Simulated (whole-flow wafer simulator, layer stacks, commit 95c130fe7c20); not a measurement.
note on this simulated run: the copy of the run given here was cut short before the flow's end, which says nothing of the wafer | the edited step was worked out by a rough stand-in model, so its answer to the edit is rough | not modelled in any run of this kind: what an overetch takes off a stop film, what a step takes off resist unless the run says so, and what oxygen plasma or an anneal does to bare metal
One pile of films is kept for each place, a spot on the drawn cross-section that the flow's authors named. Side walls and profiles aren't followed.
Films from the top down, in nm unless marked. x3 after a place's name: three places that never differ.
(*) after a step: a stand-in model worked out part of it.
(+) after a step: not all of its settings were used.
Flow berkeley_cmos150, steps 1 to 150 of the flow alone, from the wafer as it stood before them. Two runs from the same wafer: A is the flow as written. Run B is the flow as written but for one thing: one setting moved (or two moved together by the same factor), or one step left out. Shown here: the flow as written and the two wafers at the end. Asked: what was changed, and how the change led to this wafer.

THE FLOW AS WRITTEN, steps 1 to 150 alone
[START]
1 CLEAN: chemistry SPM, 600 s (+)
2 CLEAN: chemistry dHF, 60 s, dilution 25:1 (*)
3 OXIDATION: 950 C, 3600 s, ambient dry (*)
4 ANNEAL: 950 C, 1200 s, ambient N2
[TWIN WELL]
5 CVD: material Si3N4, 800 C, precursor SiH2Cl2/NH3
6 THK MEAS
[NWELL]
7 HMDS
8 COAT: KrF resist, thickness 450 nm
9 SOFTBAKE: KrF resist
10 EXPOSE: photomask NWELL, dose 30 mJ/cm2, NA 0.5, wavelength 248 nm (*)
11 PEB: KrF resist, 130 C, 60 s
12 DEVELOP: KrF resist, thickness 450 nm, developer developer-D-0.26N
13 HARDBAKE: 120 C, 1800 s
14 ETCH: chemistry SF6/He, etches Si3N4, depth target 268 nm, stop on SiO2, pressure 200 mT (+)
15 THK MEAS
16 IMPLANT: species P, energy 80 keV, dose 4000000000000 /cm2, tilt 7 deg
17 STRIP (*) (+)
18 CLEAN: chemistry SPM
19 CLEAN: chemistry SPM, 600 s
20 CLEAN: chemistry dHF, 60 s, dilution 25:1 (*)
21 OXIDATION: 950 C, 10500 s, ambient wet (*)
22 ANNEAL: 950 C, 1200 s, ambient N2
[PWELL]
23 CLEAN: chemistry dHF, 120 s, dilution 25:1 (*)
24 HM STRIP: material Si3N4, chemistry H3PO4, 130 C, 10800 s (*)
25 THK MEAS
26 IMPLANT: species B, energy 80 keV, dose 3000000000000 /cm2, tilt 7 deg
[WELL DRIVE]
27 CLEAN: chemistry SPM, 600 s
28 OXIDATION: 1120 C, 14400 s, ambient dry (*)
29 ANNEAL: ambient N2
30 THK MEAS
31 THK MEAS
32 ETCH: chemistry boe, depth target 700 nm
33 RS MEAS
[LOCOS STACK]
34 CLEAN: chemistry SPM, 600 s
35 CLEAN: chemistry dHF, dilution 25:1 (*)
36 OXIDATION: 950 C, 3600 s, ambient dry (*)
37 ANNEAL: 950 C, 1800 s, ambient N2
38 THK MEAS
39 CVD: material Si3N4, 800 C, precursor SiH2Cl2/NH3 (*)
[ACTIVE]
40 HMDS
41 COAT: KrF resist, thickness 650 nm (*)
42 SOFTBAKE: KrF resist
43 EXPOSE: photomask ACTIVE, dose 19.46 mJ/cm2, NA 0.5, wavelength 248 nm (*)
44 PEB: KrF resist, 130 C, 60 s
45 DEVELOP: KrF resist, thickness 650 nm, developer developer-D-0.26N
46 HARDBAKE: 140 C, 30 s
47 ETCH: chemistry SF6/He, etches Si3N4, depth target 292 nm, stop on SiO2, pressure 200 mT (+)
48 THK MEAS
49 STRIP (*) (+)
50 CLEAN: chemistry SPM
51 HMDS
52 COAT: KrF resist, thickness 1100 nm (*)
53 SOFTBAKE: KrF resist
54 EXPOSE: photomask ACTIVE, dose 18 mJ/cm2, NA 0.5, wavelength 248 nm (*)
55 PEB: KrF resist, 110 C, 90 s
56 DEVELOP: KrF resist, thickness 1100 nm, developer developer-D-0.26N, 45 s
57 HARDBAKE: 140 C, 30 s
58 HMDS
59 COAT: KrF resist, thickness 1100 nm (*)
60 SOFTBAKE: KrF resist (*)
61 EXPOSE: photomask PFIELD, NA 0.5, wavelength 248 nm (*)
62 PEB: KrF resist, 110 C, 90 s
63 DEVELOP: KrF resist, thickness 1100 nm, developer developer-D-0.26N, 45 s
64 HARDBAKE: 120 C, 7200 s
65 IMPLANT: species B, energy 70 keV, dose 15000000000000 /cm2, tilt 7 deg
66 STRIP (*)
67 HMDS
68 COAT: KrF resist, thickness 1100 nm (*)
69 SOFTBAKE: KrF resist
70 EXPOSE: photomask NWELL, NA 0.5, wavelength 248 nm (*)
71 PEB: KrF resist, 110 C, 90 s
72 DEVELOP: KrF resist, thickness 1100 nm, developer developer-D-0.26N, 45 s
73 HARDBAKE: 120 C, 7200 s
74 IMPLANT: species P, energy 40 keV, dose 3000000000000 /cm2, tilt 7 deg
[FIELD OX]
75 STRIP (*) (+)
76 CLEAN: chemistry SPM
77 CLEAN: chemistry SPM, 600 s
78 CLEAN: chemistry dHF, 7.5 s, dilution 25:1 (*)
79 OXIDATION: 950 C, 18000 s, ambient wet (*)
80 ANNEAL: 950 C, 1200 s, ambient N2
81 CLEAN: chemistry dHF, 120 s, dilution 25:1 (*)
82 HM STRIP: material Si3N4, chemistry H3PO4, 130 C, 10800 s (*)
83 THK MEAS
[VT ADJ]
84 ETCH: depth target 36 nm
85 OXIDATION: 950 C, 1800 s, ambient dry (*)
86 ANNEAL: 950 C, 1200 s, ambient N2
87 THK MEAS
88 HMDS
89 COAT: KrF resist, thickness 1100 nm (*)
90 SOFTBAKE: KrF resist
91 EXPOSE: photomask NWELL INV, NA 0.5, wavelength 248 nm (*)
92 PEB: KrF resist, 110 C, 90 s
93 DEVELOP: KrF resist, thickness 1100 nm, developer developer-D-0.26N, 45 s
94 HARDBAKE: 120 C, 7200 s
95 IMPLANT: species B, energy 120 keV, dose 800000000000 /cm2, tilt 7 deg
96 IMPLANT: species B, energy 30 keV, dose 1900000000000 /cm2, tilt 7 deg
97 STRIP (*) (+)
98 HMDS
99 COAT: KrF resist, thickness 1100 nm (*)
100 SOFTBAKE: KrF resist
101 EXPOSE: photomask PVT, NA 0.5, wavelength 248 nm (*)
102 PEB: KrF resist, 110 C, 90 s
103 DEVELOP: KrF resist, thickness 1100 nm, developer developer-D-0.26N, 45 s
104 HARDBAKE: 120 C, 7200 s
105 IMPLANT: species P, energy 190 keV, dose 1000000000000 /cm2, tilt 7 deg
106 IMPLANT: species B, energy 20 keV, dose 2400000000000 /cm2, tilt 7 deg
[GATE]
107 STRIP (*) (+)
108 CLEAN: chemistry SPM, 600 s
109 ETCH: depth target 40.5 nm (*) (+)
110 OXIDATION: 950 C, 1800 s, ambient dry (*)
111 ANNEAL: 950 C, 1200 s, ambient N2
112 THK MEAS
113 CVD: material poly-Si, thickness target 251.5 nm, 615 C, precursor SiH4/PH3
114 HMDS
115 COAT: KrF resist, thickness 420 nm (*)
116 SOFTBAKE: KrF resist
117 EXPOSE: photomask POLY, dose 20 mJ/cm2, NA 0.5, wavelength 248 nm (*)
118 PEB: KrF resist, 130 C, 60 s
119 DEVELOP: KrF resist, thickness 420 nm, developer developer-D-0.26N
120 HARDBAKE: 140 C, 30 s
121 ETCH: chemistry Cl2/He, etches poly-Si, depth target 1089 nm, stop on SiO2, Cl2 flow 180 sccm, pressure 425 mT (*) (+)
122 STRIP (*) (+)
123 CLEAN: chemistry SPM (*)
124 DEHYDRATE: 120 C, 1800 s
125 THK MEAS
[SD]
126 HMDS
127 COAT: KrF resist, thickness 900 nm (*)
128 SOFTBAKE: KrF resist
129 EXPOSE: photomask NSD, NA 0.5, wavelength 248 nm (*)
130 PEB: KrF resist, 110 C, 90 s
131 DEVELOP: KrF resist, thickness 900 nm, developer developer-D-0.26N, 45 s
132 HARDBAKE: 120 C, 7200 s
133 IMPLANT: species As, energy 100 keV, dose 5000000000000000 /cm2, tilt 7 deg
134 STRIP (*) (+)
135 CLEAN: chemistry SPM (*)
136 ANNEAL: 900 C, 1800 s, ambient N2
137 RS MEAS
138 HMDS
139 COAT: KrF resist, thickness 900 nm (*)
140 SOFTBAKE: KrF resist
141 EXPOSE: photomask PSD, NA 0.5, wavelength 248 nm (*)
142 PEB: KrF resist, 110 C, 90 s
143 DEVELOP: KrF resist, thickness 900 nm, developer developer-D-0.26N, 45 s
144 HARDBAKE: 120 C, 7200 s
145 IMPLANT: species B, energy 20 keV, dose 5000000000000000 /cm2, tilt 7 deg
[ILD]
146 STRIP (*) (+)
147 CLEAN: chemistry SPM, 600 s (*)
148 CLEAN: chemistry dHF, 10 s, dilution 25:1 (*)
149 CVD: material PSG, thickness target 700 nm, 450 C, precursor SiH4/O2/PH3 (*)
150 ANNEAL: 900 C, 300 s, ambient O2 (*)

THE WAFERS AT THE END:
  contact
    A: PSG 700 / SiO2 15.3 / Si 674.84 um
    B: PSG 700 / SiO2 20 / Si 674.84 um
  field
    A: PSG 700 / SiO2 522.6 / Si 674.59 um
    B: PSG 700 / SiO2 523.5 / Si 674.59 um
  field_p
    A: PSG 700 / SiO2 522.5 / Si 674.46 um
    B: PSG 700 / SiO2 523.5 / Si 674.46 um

The cause: step 110, OXIDATION: 2520 s was run, where the flow has 1800 s.

How the change led to this, step by step:
  110 OXIDATION: 950 C, 1800 s, ambient dry (*)
      sd_n, gate_n, sd_p, gate_p, contact, m1: A SiO2 +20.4 (new film), Si -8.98 | B SiO2 +25.1 (new film), Si -11
      field, field_p: A SiO2 +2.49, Si -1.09 | B SiO2 +3.48, Si -1.53
